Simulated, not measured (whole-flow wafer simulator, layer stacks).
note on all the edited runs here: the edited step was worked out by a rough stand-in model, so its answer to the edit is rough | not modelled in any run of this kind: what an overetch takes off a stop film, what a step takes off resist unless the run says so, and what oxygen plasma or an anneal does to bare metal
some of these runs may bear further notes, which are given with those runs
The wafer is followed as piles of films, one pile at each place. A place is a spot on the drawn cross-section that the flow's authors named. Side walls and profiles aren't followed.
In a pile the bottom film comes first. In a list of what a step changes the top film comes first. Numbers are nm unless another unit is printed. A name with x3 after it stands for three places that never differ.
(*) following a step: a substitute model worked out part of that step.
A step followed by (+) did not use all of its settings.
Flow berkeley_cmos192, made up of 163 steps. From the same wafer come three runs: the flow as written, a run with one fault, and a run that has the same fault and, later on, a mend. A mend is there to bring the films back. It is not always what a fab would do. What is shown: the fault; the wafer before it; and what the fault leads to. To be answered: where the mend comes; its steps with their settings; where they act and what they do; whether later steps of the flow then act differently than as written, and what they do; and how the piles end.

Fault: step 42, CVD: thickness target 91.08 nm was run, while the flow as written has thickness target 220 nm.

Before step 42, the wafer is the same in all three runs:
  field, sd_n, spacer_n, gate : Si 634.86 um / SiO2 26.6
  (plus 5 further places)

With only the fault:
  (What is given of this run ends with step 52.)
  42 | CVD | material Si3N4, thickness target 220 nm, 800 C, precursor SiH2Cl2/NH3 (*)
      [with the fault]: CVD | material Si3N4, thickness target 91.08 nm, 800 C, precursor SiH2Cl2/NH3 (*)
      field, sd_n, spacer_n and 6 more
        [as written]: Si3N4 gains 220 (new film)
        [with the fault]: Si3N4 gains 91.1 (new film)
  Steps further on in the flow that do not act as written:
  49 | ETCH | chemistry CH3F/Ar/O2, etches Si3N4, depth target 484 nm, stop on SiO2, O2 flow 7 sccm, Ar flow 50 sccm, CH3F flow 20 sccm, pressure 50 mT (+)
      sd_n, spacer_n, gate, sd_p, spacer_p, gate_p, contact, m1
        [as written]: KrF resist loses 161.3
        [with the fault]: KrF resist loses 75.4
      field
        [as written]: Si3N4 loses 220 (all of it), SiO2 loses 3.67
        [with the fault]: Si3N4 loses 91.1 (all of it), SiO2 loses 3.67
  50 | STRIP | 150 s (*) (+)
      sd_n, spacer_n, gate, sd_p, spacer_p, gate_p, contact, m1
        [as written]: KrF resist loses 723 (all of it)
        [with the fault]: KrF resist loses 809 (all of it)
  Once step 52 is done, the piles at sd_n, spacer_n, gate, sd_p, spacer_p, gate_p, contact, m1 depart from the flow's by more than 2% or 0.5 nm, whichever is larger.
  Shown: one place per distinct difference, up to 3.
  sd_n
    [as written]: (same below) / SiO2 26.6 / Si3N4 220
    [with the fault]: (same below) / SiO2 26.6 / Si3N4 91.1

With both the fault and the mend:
  After step 42 comes the mend.
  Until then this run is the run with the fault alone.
  42a | ETCH | chemistry h3po4, depth target 104.7 nm
      field, sd_n, spacer_n and 6 more
        Si3N4 loses 91.1 (all of it)
  42b | CLEAN | chemistry SPM (the flow's step 34 again)
      leaves every film unchanged at each place that is followed
  42c | CVD | material Si3N4, thickness target 220 nm, 800 C, precursor SiH2Cl2/NH3 (*) (the flow's step 42 again)
      field, sd_n, spacer_n and 6 more
        Si3N4 gains 220 (new film)
  None of the later steps of the flow acts differently than as written at any place that is followed.
  At every place that both follow, the piles at the end match the flow's.
